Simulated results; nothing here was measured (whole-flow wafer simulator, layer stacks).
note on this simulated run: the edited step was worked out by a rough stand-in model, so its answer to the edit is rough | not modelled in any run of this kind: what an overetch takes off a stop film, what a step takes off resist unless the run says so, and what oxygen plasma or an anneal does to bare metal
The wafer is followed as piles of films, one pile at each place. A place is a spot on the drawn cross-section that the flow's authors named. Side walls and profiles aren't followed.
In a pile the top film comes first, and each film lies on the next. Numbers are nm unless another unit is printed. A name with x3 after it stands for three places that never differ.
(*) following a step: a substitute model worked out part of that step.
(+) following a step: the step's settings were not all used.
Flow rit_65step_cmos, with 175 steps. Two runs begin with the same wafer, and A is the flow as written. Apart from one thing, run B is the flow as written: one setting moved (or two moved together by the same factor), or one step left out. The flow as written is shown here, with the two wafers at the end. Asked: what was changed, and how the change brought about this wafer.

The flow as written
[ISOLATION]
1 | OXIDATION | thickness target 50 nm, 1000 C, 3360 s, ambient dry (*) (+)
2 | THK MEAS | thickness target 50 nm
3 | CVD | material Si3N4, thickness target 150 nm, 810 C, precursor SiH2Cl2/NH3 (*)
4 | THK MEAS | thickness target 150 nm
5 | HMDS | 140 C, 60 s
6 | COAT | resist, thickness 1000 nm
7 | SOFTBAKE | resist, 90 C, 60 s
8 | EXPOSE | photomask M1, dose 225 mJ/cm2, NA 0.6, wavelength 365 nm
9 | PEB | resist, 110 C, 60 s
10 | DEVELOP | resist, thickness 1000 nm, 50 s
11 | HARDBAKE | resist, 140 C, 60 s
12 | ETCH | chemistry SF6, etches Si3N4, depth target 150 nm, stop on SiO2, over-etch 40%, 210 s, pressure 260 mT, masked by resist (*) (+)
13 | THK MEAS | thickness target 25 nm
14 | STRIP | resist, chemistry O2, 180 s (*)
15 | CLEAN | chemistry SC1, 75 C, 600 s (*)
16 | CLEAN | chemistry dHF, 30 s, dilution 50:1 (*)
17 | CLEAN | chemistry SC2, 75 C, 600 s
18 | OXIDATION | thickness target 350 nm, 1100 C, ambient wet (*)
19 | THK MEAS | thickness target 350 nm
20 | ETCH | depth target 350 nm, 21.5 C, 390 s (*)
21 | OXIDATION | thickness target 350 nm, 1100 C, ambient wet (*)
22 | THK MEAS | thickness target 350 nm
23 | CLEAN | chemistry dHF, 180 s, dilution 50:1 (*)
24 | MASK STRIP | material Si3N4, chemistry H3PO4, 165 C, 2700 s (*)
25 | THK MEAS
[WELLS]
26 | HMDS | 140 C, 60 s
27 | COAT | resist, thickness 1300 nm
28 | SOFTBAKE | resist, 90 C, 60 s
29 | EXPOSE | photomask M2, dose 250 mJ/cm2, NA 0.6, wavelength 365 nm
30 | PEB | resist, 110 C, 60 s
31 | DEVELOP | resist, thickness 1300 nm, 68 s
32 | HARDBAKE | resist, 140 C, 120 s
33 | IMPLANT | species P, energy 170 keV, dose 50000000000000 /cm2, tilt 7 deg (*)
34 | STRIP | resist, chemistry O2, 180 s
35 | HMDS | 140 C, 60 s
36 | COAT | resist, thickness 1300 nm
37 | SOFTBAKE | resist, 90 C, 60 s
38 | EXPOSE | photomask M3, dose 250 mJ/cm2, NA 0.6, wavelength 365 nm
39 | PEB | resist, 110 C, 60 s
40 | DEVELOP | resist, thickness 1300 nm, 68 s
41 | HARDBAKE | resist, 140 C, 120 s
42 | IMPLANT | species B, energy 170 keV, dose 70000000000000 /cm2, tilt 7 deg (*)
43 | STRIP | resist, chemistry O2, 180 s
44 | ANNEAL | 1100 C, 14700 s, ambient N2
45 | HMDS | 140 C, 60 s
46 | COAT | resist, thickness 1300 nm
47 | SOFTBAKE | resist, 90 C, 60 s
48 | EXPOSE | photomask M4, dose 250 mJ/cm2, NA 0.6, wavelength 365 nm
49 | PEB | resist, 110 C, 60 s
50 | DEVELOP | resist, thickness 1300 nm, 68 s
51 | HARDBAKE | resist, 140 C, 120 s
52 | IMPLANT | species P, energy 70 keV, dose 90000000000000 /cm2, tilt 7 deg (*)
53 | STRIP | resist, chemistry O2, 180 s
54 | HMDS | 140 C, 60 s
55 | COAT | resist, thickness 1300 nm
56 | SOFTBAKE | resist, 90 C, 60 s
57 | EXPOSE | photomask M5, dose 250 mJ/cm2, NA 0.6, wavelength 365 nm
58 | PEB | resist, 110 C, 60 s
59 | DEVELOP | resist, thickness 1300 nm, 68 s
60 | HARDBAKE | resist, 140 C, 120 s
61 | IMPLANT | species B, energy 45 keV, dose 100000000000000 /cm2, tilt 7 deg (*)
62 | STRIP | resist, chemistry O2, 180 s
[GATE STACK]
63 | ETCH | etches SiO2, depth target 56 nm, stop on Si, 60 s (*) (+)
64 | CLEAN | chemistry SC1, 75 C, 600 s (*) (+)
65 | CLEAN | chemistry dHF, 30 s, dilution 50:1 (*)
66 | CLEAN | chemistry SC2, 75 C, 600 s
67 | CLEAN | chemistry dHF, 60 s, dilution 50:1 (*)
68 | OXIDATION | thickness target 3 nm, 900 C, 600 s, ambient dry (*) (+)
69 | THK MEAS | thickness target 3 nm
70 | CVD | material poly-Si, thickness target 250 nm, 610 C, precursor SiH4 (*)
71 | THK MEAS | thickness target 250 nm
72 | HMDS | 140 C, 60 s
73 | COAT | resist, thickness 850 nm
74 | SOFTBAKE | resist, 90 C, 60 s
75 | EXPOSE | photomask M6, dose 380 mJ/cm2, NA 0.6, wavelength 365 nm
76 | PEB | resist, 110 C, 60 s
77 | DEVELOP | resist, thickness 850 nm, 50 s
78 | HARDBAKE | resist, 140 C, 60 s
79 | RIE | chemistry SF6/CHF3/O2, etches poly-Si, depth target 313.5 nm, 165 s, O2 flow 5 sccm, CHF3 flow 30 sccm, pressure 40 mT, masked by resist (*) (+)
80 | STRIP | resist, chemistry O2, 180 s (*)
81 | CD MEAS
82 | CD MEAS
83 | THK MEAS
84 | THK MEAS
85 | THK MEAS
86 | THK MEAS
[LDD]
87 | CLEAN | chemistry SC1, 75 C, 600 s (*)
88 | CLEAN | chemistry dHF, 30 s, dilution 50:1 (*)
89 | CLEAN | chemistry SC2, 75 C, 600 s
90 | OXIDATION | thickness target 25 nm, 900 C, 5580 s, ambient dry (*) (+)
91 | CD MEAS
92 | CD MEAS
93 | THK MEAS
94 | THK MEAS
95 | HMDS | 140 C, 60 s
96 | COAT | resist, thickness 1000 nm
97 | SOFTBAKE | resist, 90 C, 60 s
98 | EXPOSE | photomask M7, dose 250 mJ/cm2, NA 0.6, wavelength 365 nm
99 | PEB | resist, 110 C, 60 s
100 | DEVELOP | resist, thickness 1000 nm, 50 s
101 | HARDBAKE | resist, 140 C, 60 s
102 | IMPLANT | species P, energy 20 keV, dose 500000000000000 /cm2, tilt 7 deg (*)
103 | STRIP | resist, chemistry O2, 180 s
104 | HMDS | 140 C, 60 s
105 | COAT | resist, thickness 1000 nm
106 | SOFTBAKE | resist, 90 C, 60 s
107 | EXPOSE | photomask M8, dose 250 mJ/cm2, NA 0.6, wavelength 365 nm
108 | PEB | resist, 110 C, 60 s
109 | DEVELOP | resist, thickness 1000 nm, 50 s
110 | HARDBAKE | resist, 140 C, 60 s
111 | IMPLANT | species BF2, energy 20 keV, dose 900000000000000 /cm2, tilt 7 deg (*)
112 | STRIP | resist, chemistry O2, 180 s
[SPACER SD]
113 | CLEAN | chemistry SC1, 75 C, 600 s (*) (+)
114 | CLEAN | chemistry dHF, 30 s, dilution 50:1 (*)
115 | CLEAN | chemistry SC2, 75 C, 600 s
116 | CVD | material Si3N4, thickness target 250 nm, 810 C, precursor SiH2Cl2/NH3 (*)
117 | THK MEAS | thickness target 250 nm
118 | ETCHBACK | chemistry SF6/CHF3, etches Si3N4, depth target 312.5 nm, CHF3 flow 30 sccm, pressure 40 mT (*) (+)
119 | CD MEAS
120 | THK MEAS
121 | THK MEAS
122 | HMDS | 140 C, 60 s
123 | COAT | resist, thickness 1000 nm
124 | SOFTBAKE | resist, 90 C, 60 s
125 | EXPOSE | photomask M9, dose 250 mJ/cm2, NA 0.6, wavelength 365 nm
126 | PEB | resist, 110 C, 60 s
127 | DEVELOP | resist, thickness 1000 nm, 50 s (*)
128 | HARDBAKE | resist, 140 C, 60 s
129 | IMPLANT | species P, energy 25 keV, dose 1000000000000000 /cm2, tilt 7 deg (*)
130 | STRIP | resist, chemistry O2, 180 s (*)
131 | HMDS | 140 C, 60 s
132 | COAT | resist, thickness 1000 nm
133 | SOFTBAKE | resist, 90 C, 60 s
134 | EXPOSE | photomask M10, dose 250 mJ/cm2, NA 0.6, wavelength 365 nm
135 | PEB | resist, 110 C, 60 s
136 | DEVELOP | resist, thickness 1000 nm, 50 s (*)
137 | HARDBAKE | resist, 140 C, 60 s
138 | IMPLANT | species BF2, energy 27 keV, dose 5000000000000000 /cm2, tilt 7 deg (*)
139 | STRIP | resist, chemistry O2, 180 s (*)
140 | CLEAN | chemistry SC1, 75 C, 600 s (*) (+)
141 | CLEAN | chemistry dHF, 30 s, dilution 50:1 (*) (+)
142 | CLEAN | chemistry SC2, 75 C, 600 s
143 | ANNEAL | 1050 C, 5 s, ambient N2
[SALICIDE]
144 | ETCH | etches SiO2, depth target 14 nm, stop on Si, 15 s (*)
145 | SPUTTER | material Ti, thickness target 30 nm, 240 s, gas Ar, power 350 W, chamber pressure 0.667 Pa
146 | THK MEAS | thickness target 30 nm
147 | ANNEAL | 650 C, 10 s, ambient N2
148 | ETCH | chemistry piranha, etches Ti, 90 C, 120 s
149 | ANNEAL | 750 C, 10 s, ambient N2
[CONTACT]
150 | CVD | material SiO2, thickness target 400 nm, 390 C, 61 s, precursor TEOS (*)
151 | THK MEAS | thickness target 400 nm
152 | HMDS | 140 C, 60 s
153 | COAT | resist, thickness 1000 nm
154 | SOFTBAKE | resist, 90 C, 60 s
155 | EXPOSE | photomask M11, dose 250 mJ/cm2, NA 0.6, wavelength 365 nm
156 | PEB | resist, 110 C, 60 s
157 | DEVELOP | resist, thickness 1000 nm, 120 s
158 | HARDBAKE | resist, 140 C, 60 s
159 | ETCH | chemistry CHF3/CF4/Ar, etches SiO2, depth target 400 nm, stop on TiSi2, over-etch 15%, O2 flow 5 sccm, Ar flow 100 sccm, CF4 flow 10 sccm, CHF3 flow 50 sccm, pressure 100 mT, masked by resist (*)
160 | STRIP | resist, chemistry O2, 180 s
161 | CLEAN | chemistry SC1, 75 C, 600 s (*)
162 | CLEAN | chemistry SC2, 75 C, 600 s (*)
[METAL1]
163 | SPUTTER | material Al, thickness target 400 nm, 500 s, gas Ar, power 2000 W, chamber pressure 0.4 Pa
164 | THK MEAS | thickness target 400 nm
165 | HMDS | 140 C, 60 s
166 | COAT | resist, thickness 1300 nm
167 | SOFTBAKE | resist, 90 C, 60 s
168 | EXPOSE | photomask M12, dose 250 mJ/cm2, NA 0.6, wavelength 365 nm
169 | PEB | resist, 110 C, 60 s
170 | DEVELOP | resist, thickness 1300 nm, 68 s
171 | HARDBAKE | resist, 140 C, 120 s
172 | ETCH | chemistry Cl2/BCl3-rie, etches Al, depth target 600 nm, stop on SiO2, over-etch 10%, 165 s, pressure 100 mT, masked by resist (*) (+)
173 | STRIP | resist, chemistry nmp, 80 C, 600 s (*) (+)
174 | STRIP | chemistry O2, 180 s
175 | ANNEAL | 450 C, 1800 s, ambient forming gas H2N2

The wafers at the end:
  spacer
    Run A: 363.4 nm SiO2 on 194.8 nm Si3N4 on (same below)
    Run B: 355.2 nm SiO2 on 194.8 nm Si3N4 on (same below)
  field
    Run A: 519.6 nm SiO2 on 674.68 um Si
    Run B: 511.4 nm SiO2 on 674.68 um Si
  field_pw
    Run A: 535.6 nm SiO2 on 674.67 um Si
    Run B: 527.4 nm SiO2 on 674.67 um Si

What caused this: step 172, ETCH: depth target 660 nm was run, while the flow as written has depth target 600 nm.

The path from the change to this, step by step:
  172 | ETCH | chemistry Cl2/BCl3-rie, etches Al, depth target 600 nm, stop on SiO2, over-etch 10%, 165 s, pressure 100 mT, masked by resist (*) (+)
      field, field_pw, field_p, spacer, spacer_p: A Al loses 400 (all of it), SiO2 loses 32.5 | B Al loses 400 (all of it), SiO2 loses 40.8
      gate_n, gate_p: A Al loses 396 (all of it), SiO2 loses 33 | B Al loses 396 (all of it), SiO2 loses 41.3
      (and at 1 other place as well)
